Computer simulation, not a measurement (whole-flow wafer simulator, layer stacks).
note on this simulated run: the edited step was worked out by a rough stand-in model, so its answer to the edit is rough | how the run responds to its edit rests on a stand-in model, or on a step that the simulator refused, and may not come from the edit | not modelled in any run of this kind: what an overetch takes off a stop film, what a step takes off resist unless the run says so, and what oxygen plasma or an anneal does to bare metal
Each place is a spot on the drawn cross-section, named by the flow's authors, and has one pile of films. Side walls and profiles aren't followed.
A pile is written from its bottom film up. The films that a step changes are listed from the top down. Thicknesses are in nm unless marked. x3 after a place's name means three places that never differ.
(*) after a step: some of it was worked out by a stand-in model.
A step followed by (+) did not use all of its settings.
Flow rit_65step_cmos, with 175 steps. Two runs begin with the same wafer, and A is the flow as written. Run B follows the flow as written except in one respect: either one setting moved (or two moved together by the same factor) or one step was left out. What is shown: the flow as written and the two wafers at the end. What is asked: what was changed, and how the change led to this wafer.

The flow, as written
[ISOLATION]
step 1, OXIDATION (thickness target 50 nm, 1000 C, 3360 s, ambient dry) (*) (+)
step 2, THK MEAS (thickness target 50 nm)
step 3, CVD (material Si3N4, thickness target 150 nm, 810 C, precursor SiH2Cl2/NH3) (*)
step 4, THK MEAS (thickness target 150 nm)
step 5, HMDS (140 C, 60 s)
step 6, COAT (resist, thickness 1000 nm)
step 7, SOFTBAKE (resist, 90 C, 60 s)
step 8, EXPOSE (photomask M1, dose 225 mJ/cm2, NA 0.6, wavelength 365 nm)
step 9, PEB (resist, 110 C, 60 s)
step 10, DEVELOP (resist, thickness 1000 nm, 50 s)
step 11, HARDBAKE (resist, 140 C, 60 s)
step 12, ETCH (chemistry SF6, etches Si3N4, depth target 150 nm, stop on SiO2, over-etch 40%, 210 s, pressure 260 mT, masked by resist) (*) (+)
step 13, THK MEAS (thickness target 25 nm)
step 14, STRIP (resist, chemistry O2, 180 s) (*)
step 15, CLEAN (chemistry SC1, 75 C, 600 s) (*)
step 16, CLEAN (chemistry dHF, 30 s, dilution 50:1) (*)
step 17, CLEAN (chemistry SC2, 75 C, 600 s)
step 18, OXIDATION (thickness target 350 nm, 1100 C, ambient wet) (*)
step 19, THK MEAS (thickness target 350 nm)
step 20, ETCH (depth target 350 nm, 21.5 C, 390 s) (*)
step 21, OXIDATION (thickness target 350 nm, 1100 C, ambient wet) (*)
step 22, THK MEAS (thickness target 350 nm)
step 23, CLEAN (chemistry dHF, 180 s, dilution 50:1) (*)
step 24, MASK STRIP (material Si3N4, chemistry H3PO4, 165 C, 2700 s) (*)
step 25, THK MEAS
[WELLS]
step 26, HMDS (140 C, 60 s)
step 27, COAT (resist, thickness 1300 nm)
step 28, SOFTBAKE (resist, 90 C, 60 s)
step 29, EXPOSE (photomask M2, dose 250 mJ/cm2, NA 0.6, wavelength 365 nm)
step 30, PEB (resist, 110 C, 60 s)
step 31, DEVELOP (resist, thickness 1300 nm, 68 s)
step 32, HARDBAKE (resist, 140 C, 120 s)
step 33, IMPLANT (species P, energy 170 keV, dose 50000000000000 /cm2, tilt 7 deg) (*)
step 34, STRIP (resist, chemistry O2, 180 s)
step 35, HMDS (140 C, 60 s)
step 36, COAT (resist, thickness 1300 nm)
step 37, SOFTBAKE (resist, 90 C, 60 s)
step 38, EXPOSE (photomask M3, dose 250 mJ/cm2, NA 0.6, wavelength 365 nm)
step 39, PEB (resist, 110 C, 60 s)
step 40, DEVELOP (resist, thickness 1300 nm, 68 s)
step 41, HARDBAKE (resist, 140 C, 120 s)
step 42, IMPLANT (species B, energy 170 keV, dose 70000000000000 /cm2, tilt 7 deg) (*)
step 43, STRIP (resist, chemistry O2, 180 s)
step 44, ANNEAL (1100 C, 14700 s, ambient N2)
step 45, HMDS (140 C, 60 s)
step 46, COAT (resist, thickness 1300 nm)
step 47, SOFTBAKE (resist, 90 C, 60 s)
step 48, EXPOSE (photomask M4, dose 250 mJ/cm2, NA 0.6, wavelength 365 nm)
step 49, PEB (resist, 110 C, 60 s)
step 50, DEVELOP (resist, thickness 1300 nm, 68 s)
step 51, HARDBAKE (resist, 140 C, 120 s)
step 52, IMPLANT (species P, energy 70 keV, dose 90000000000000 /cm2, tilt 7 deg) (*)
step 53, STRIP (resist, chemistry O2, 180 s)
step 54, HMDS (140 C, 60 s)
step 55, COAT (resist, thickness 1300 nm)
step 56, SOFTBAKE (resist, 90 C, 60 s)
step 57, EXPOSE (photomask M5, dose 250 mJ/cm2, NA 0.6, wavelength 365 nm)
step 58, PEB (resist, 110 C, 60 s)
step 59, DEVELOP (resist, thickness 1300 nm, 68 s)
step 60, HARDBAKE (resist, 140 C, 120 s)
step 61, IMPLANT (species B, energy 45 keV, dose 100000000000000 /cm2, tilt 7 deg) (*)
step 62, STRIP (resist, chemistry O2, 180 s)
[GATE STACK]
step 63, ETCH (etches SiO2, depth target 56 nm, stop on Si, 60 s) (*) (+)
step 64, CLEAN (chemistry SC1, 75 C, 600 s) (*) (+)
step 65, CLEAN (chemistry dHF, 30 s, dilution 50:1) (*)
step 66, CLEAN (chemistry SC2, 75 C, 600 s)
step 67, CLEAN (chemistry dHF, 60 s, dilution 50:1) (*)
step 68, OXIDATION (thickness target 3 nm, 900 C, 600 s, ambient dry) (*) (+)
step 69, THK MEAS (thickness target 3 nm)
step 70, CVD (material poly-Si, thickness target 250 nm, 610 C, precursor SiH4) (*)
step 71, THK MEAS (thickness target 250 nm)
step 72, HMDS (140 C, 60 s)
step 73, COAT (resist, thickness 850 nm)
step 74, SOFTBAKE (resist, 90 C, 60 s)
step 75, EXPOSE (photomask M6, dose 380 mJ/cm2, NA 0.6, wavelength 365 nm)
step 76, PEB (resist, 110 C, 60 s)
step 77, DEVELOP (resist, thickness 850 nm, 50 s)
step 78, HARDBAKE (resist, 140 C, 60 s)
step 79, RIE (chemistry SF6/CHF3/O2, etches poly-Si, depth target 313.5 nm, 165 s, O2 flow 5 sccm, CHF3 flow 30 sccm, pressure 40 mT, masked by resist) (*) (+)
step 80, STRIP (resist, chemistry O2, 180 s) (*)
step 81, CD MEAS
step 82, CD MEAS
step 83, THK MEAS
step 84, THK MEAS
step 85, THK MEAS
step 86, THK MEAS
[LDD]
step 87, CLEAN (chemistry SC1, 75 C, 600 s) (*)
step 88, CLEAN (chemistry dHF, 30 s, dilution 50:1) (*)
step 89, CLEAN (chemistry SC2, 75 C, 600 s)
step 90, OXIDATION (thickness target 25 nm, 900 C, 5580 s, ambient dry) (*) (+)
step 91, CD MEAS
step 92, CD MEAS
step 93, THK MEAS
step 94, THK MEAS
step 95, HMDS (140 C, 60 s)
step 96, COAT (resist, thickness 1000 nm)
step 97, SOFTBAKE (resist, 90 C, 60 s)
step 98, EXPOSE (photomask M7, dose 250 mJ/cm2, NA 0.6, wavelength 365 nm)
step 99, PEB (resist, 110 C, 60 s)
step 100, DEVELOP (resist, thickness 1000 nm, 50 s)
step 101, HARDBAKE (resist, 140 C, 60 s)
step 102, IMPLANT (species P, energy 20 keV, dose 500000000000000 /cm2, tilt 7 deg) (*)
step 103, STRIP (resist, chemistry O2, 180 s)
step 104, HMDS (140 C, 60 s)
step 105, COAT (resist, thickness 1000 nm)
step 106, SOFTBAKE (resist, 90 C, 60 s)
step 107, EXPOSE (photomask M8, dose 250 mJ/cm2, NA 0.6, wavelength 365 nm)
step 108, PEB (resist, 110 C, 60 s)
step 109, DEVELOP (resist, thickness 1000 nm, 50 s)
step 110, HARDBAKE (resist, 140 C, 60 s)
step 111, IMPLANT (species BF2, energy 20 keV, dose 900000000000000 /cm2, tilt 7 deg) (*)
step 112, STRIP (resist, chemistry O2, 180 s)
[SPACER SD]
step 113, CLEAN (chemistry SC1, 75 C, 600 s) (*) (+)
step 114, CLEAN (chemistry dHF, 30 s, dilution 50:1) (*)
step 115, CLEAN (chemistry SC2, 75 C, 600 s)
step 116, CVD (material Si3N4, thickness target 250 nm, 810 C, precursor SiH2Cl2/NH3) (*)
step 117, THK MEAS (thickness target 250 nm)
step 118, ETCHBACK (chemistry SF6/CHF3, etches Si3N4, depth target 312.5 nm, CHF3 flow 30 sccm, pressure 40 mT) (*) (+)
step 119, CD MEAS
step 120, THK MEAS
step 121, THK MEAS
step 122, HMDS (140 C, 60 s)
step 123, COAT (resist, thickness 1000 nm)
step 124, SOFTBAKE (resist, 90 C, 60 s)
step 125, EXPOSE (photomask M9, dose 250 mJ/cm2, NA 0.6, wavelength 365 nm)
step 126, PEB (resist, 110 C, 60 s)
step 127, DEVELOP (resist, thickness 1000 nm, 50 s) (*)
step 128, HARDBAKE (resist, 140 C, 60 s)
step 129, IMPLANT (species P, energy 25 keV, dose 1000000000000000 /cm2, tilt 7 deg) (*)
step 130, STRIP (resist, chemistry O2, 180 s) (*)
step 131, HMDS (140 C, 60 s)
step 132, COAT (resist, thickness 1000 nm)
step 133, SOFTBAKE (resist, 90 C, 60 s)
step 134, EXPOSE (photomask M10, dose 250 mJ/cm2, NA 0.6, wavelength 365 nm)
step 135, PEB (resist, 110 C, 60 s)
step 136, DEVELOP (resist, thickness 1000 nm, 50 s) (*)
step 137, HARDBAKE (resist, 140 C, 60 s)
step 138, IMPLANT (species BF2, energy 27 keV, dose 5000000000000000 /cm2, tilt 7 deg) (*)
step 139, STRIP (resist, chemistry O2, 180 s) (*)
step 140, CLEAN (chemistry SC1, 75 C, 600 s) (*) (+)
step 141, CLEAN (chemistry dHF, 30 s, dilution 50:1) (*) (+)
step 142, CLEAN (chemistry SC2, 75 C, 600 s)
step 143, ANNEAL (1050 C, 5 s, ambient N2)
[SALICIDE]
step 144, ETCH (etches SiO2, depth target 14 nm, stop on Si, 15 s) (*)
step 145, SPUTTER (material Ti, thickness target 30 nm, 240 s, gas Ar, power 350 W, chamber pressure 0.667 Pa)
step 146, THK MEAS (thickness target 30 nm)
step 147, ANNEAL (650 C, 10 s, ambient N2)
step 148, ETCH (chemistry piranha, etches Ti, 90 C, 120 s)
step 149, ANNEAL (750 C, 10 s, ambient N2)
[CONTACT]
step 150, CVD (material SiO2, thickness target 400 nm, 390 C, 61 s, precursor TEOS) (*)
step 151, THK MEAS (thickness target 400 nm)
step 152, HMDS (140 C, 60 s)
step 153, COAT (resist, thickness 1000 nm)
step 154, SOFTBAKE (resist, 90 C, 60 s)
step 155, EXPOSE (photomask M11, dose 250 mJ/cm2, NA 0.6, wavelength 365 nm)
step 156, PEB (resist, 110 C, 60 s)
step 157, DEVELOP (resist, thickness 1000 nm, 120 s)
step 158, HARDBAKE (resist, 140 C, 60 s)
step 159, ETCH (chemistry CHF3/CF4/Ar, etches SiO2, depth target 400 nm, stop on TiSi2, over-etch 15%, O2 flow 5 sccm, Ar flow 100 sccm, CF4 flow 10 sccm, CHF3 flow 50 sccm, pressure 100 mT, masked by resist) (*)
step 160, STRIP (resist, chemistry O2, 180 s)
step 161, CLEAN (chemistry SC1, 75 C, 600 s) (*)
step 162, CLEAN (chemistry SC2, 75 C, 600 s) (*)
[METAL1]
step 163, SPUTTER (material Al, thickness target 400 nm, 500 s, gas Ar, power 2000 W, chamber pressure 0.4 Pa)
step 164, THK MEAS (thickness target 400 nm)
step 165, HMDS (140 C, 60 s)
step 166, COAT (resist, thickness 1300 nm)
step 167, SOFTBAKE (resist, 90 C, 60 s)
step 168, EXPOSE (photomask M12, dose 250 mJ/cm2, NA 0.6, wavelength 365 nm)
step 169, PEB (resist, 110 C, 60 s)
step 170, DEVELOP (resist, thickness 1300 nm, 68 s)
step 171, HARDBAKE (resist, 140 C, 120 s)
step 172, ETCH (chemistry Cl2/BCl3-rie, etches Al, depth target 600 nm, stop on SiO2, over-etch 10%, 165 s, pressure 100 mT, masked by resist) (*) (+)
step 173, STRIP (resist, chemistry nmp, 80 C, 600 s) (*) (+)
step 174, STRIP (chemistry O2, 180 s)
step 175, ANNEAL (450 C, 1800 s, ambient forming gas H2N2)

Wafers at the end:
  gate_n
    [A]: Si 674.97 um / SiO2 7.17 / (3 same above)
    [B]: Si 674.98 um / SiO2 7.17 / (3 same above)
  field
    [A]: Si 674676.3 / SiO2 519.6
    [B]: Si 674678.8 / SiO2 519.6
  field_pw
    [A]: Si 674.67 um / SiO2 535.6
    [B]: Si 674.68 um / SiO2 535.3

Cause: step 1, OXIDATION: 925 C was run, while the flow as written has 1000 C.

The path from the change to this, step by step:
  step 1, OXIDATION (thickness target 50 nm, 1000 C, 3360 s, ambient dry) (*) (+)
      field, field_pw, field_nw and 11 more: A SiO2 gains 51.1 (new film), Si loses 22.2 | B SiO2 gains 27 (new film), Si loses 11.6
  step 16, CLEAN (chemistry dHF, 30 s, dilution 50:1) (*)
      field, field_pw, field_nw, field_p: A SiO2 loses 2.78 | B SiO2 loses 1.83 (all of it)
  step 18, OXIDATION (thickness target 350 nm, 1100 C, ambient wet) (*)
      field, field_p: A SiO2 gains 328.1, Si loses 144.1 | B SiO2 gains 346.4 (new film), chemical SiO2 loses 0.4 (all of it), Si loses 151.9
      field_pw, field_nw: A SiO2 gains 332.2, Si loses 146.2 | B SiO2 gains 350 (new film), chemical SiO2 loses 0.4 (all of it), Si loses 153.8
  step 63, ETCH (etches SiO2, depth target 56 nm, stop on Si, 60 s) (*) (+)
      active_n, active_p, gate_n and 7 more: A SiO2 loses 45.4 (all of it), Si loses 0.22 | B SiO2 loses 21.3 (all of it), Si loses 0.71
